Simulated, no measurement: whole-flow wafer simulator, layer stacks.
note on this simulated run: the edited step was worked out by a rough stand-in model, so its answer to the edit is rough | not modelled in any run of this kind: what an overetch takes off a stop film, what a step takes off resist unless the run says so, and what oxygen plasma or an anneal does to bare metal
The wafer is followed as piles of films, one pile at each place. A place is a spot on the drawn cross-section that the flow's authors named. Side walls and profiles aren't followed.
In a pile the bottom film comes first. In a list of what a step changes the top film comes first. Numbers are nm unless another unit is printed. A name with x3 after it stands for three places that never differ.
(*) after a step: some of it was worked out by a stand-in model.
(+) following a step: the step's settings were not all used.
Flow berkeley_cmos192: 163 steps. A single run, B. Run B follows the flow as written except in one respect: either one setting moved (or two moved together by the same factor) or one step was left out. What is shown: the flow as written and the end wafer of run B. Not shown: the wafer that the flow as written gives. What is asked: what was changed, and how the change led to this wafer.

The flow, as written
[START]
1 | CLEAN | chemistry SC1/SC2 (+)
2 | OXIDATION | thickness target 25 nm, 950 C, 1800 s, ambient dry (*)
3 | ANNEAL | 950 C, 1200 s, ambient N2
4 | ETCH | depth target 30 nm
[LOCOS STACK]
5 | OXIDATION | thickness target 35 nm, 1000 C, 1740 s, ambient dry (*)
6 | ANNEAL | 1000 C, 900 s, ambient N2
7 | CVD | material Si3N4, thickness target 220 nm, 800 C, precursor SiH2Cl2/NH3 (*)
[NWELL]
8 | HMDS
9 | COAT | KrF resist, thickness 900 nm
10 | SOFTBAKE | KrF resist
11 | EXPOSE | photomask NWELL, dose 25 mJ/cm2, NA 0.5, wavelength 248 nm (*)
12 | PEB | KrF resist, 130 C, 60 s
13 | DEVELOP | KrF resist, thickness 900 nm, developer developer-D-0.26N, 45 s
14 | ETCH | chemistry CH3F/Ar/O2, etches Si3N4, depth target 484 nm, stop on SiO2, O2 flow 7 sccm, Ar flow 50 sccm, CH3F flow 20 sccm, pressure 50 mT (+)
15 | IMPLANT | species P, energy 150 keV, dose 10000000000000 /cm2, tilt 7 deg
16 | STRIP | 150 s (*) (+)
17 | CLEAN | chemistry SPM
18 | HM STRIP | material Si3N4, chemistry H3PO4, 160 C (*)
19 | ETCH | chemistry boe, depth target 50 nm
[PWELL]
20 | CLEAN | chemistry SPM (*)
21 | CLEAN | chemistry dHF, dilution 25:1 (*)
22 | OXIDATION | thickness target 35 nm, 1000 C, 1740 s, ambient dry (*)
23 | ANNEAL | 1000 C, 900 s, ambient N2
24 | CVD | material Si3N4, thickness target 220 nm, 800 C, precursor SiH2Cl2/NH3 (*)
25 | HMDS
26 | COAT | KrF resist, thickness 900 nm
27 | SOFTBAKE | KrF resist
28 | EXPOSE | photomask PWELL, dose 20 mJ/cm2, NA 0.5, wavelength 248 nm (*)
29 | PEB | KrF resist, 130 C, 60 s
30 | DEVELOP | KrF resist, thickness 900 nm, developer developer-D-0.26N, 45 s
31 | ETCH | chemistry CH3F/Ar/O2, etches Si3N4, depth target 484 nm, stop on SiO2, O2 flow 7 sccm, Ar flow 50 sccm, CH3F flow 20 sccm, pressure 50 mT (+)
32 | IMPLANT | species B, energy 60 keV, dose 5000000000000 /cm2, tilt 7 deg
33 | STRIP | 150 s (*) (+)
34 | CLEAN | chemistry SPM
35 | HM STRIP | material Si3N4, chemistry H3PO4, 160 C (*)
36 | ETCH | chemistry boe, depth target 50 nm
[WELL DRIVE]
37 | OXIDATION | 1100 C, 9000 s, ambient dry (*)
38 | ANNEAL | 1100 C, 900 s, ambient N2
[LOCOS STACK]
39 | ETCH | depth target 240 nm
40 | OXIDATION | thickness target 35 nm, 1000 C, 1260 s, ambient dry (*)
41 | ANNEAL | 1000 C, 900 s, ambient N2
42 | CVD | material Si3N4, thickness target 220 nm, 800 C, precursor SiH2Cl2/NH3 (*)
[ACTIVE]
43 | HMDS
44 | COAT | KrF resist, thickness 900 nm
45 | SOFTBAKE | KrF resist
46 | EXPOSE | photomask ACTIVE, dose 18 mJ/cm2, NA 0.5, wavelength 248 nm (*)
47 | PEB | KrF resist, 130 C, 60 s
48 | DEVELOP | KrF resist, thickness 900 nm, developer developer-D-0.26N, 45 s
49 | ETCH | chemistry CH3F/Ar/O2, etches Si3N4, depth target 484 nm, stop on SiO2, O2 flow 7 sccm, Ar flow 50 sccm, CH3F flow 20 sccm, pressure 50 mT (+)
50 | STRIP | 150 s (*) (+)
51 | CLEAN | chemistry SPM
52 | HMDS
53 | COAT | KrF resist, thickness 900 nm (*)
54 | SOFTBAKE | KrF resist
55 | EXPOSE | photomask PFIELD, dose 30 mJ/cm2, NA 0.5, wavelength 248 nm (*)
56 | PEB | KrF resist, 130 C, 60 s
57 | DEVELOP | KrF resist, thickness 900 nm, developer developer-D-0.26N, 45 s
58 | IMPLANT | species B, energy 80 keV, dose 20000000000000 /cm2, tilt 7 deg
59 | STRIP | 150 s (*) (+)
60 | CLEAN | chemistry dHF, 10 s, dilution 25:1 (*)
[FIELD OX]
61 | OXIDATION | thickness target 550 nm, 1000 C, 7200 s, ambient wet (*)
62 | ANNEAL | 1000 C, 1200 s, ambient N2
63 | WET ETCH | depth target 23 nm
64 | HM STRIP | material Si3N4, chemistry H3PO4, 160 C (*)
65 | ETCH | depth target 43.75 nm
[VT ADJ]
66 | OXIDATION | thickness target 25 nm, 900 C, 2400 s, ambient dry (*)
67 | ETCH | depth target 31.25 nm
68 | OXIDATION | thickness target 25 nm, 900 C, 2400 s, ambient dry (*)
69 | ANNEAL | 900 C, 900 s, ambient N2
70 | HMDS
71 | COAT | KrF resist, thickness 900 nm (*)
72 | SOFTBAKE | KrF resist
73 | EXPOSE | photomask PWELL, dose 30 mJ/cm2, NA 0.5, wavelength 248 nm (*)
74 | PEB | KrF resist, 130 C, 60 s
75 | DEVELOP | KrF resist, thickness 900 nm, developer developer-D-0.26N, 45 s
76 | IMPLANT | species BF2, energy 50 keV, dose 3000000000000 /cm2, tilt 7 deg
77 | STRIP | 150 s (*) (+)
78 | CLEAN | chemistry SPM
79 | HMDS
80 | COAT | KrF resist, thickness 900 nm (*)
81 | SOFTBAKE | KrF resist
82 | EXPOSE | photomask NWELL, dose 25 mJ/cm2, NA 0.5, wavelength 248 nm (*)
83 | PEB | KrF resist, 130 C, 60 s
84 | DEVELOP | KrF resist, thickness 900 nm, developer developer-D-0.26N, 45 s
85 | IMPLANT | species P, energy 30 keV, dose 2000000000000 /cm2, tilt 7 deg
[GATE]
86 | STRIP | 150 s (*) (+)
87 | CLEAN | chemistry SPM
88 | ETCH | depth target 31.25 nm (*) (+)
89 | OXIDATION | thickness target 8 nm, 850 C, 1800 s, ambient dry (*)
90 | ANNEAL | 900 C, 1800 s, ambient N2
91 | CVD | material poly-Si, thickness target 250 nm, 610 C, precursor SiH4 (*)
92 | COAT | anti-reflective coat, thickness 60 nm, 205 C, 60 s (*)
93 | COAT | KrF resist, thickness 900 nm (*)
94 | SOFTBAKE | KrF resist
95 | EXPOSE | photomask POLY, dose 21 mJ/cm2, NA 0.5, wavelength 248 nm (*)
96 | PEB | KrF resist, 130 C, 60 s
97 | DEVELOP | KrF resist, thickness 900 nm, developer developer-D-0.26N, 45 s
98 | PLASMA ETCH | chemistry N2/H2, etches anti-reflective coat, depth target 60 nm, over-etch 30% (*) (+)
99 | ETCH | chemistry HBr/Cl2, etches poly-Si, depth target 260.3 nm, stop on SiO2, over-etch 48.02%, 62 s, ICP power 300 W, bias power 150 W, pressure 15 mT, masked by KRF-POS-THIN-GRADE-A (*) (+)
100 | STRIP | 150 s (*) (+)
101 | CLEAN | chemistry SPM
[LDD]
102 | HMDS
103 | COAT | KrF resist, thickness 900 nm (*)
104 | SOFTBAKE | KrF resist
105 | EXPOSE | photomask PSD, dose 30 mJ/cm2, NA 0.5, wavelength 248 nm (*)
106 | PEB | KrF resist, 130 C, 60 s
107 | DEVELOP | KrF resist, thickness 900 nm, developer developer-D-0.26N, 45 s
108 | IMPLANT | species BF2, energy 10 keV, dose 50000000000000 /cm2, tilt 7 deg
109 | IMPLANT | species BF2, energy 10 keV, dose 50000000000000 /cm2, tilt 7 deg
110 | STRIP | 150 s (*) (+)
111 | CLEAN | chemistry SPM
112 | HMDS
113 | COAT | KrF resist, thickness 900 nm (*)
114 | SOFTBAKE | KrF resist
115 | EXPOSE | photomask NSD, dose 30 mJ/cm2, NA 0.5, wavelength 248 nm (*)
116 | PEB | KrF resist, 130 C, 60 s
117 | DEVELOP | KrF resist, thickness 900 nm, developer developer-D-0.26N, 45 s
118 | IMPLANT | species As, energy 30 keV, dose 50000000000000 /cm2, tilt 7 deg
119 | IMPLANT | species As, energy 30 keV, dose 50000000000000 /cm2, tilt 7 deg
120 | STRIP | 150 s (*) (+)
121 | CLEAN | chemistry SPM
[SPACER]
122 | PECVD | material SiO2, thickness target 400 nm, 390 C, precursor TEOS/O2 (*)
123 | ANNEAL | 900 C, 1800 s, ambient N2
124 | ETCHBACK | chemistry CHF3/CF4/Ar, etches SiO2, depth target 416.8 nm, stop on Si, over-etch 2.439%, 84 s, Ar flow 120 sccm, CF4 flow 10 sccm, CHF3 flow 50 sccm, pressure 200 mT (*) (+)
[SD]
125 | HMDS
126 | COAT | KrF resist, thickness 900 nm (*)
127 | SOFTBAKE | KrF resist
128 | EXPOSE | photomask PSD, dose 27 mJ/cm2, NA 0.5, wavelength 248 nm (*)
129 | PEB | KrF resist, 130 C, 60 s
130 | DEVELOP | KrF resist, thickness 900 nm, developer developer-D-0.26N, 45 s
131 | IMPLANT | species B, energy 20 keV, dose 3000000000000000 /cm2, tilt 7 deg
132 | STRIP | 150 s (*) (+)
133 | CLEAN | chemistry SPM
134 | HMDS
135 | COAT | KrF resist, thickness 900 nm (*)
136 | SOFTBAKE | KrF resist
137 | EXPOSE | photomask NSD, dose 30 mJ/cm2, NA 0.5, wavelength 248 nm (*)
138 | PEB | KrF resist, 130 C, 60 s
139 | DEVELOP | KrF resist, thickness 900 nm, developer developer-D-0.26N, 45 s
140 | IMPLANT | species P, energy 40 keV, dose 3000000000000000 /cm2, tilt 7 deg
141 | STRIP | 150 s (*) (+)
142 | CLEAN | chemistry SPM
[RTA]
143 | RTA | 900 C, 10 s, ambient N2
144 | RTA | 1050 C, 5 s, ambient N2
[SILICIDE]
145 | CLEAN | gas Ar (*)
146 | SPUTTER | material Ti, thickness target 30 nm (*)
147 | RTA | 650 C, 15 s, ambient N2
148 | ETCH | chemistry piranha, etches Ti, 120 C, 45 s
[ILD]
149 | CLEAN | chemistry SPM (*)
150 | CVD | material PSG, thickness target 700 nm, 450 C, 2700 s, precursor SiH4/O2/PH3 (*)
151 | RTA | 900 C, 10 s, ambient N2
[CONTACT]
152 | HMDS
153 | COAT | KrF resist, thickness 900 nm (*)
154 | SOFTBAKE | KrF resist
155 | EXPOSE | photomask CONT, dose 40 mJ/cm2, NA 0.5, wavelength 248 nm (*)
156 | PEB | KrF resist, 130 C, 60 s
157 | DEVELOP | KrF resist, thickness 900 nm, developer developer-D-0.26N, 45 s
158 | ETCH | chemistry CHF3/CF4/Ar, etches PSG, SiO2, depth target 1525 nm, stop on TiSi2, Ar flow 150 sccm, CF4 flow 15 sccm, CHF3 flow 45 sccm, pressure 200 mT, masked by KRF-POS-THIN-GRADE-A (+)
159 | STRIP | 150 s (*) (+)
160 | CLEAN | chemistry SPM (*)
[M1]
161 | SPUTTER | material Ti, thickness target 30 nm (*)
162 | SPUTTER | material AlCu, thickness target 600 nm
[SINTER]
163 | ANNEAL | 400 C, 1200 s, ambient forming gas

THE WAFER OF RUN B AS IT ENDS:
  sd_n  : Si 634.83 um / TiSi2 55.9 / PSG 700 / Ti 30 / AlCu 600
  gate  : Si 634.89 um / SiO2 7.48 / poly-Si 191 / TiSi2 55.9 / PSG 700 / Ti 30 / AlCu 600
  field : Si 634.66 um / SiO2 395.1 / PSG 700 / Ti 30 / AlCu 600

What caused this: step 37, OXIDATION: 3600 s was run, whereas the flow has 9000 s.

The path from the change to this, step by step:
  37 | OXIDATION | 1100 C, 9000 s, ambient dry (*)
      field, sd_n, spacer_n and 6 more: +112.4 SiO2 (new film), -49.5 Si (it would be, as written: +197.6 SiO2 (new film), -86.9 Si)
  39 | ETCH | depth target 240 nm
      field, sd_n, spacer_n and 6 more: -112.4 SiO2 (all of it) (it would be, as written: -197.6 SiO2 (all of it))
